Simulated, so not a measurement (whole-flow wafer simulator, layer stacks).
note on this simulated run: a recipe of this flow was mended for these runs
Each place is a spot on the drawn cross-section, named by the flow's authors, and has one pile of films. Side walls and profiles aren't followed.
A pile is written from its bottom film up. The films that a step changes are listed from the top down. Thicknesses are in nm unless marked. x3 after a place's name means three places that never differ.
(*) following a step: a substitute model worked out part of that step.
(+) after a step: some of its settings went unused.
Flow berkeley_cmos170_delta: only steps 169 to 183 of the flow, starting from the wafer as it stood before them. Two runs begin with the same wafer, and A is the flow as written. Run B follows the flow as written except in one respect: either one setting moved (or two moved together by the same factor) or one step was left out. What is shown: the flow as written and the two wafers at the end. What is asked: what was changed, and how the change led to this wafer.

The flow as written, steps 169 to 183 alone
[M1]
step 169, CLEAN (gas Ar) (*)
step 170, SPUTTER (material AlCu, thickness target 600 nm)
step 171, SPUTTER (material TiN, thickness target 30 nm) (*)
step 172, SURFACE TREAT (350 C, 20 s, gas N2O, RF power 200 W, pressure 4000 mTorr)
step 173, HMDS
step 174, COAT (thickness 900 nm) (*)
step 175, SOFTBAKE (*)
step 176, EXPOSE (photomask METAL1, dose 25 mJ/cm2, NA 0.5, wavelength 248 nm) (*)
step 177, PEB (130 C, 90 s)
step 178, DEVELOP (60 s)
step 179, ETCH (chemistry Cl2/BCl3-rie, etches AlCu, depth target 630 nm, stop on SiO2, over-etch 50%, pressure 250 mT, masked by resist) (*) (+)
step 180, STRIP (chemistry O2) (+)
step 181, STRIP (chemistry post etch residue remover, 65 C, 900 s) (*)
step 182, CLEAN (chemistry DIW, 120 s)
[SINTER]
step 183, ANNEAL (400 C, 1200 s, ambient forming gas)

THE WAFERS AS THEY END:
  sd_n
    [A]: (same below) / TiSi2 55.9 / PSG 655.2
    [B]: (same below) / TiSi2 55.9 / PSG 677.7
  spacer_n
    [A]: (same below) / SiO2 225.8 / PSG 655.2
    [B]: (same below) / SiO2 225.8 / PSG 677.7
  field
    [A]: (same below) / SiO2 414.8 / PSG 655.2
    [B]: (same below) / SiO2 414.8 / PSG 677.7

What caused this: step 170, SPUTTER: thickness target 780 nm was run, while the flow as written has thickness target 600 nm.

How this came from the change, step by step:
  step 170, SPUTTER (material AlCu, thickness target 600 nm)
      field, sd_n, spacer_n, gate, spacer_p, gate_p, m1: A +600 AlCu (new film) | B +780 AlCu (new film)
      sd_p: A +539.5 AlCu (new film) | B +710.2 AlCu (new film)
      (as well as at 1 more place)
  step 171, SPUTTER (material TiN, thickness target 30 nm) (*)
      contact: A +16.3 TiN (new film) | B +14.6 TiN (new film)
  step 174, COAT (thickness 900 nm) (*)
      contact: A +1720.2 KrF-resist (new film) | B +1783.1 KrF-resist (new film)
  step 179, ETCH (chemistry Cl2/BCl3-rie, etches AlCu, depth target 630 nm, stop on SiO2, over-etch 50%, pressure 250 mT, masked by resist) (*) (+)
      field, sd_n, spacer_n, gate, spacer_p, gate_p: A -30 TiN (all of it), -600 AlCu (all of it), -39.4 PSG | B -30 TiN (all of it), -780 AlCu (all of it), -16.9 PSG
      sd_p: A -25.3 TiN (all of it), -539.5 AlCu (all of it), -47.5 PSG | B -25.2 TiN (all of it), -710.2 AlCu (all of it), -26.2 PSG
  step 180, STRIP (chemistry O2) (+)
      contact: A -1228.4 KrF-resist (all of it) | B -1291.1 KrF-resist (all of it)
